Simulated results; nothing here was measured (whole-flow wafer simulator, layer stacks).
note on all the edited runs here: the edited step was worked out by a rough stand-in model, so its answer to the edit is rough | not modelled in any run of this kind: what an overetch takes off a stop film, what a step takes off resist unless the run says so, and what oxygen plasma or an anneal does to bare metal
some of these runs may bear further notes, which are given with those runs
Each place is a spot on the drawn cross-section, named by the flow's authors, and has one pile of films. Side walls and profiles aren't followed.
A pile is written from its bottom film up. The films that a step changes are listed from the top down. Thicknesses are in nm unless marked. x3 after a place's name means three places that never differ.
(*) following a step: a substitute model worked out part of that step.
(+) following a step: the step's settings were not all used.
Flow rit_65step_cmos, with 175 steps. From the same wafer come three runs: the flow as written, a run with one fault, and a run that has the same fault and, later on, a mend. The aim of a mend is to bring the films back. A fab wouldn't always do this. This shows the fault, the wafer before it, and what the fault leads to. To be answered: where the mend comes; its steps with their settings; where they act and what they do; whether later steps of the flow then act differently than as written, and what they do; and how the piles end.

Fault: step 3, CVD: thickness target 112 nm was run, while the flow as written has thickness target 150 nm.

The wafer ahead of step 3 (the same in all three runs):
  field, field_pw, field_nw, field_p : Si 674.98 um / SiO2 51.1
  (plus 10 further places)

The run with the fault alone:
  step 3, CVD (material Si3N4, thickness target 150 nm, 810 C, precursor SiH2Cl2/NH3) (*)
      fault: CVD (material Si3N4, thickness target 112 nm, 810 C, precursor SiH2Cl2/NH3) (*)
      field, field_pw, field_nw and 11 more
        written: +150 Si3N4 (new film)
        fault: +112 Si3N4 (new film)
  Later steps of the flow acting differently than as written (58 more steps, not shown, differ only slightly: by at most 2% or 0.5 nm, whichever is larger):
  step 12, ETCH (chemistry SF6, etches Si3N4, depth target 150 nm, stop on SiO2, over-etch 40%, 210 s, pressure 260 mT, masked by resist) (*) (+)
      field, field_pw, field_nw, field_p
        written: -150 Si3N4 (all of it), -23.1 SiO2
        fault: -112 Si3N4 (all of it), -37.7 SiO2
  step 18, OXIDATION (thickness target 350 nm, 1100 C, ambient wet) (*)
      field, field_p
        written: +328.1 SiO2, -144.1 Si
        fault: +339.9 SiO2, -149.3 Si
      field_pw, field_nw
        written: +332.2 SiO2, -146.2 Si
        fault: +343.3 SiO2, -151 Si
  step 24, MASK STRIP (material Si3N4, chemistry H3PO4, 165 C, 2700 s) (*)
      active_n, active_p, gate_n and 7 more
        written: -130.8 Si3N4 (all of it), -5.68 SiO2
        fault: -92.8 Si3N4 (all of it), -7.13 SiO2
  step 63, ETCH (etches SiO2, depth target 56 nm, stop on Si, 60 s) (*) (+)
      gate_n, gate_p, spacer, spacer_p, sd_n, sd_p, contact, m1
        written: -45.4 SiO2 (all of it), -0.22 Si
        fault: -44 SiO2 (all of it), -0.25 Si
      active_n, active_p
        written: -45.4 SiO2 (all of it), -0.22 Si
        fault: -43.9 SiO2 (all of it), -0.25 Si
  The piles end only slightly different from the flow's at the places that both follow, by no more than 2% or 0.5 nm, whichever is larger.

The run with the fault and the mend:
  The mend follows step 4.
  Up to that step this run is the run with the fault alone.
  step 4a, CVD (material Si3N4, thickness target 38 nm, 810 C, precursor SiH2Cl2/NH3) (*) (the flow's step 3 again, with other settings)
      field, field_pw, field_nw and 11 more
        +38 Si3N4
  Later steps of the flow that are run all act as written at every place that is followed.
  The piles end the same as the flow's at every place that both follow.
